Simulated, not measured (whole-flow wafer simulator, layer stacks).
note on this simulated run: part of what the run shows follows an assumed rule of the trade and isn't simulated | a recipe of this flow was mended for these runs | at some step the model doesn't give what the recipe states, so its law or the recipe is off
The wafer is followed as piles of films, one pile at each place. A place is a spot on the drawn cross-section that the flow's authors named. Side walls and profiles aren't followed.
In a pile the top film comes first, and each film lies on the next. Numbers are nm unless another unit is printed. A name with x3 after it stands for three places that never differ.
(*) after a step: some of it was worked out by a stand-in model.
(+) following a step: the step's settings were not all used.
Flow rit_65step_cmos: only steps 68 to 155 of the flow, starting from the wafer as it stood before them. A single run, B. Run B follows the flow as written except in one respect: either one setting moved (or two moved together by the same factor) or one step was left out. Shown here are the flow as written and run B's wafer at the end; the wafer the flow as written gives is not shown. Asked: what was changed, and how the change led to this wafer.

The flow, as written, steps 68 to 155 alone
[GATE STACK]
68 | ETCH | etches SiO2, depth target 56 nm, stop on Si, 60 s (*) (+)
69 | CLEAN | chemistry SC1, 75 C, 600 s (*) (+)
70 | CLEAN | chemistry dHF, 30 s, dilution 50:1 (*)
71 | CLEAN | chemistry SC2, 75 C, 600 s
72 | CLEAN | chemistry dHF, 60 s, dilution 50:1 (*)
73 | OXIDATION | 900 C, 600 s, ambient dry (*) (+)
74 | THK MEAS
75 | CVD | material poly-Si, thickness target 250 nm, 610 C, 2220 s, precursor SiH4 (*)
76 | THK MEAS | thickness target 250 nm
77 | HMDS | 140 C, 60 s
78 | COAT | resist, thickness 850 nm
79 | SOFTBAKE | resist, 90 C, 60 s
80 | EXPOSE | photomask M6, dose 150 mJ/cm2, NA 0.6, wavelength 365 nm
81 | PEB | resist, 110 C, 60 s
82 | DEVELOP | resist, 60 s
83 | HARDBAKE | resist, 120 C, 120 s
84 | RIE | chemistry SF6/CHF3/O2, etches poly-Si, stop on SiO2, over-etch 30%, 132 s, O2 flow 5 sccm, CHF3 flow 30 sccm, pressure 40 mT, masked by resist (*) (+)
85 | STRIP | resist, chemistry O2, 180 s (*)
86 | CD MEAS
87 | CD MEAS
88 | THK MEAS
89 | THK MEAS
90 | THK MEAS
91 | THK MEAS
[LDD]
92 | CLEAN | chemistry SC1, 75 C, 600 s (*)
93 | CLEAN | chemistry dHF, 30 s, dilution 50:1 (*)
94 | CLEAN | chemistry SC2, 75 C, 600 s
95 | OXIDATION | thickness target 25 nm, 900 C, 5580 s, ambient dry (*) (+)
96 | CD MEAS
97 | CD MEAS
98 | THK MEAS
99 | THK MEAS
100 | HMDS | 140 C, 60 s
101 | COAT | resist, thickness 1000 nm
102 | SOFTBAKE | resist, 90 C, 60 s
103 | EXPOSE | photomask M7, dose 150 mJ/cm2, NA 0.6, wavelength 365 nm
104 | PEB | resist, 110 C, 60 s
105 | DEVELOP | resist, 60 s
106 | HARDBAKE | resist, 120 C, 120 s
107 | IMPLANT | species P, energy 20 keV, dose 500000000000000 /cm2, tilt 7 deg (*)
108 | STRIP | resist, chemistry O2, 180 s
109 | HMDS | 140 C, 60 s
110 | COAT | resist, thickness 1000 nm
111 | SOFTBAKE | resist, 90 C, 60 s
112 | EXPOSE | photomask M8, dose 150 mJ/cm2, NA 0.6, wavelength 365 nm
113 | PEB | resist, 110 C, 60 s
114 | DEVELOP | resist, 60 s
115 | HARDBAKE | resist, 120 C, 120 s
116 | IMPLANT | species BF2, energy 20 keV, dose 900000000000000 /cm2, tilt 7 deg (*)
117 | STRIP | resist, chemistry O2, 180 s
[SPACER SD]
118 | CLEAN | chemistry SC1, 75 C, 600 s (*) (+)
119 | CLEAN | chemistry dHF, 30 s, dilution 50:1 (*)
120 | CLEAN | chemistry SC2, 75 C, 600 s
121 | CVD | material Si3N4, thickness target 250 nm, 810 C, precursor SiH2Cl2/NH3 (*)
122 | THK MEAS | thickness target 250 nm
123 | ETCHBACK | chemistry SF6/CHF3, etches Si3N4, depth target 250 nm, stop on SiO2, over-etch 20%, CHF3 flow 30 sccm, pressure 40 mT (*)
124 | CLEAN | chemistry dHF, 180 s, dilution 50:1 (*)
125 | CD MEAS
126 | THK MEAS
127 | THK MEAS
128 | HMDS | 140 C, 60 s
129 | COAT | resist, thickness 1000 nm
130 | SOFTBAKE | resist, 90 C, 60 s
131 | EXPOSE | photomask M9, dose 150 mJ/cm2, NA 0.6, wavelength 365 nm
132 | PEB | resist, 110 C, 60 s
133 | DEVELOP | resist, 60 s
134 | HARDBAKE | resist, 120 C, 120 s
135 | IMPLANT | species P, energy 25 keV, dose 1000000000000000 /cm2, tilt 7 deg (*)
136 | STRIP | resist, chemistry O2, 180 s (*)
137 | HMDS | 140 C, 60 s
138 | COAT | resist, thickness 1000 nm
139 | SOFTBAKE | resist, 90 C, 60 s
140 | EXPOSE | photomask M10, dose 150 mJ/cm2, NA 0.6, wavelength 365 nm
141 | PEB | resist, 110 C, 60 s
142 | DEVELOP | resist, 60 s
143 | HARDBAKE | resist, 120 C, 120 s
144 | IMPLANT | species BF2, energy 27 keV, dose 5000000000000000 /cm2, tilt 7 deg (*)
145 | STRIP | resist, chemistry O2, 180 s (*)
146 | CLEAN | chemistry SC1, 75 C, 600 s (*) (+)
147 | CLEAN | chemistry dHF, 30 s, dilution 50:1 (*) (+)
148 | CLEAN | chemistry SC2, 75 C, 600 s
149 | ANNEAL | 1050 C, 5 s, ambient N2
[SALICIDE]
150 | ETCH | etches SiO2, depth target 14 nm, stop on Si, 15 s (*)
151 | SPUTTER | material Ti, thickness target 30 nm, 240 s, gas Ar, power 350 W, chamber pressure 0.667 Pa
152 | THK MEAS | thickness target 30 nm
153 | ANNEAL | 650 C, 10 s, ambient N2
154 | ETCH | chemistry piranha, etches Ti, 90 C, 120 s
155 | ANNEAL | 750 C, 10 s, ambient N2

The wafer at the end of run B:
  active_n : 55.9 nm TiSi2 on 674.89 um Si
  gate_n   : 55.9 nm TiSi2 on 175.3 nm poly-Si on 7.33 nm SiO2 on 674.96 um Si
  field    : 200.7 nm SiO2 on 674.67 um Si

Cause: step 72, CLEAN: chemistry dHF, 60 s, dilution 50:1 (*), was omitted.

Step by step, how the change led to this:
  (no step that both runs have acts differently by more than 2% or 0.5 nm, whichever is larger)
